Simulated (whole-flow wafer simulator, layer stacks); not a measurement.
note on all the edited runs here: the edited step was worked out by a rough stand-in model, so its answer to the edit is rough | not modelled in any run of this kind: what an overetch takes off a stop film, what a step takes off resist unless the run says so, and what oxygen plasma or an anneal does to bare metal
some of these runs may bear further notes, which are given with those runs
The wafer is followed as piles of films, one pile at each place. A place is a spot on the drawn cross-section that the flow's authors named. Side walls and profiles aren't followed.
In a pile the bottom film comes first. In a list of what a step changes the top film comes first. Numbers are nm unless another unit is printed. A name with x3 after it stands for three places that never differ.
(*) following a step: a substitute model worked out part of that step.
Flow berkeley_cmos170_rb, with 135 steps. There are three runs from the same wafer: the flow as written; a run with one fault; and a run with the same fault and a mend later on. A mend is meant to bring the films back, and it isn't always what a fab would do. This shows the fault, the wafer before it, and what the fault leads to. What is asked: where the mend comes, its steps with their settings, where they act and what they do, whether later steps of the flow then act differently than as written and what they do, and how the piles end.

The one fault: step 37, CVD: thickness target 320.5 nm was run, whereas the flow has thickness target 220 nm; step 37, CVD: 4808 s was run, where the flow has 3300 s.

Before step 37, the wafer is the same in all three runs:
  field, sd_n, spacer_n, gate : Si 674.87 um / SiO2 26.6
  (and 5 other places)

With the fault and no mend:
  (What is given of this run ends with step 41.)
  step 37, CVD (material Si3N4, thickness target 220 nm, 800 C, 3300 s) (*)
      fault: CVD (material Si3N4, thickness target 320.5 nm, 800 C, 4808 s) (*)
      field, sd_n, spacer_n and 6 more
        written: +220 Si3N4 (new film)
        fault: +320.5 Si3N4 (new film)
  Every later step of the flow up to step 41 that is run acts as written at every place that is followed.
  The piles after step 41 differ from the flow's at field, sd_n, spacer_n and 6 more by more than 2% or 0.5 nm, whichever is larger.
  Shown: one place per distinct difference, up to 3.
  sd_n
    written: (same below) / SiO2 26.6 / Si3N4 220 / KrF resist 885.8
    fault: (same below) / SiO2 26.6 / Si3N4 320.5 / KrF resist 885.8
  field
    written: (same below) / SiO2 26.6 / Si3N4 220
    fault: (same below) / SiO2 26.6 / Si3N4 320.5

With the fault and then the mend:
  After step 37 comes the mend.
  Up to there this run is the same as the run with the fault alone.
  step 37a, ETCH (chemistry h3po4, depth target 100.5 nm) (the flow's step 30, run once more with other settings)
      field, sd_n, spacer_n and 6 more
        -100.5 Si3N4
  Every later step of the flow that is run acts as written at every place that is followed.
  At every place that both follow, the piles at the end match the flow's.
